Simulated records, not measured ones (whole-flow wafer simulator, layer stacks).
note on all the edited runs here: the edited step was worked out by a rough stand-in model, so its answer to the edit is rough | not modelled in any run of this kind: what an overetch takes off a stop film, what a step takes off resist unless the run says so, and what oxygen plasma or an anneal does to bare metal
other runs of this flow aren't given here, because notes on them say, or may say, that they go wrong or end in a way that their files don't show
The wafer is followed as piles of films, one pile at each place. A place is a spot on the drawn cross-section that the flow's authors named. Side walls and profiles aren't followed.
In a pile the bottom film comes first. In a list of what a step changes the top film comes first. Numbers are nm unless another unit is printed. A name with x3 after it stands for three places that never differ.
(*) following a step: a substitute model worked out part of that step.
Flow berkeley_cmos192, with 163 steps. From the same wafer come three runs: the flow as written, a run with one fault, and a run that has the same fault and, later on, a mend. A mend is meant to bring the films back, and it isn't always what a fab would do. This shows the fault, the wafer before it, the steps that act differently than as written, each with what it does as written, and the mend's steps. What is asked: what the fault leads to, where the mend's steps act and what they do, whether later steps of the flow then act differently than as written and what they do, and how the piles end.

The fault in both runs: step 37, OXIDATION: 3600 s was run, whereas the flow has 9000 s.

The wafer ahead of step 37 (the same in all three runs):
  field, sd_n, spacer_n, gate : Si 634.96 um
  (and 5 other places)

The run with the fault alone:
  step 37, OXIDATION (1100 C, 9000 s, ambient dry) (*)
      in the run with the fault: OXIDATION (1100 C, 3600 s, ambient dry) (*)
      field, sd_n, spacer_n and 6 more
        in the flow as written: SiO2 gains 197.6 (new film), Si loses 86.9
        in the run with the fault: SiO2 gains 112.4 (new film), Si loses 49.5
  Later steps of the flow acting differently than as written:
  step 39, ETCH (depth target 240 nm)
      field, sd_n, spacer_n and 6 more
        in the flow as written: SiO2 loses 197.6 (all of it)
        in the run with the fault: SiO2 loses 112.4 (all of it)
  The piles end only slightly different from the flow's at the places that both follow, by no more than 2% or 0.5 nm, whichever is larger.

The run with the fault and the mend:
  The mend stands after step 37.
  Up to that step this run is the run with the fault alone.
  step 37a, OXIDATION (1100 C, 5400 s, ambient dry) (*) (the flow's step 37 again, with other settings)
      field, sd_n, spacer_n and 6 more
        SiO2 gains 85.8, Si loses 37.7
  Later steps of the flow that are run all act as written at every place that is followed, up to a difference of at most 2% or 0.5 nm, whichever is larger.
  The piles end only slightly different from the flow's at the places that both follow, by no more than 2% or 0.5 nm, whichever is larger.
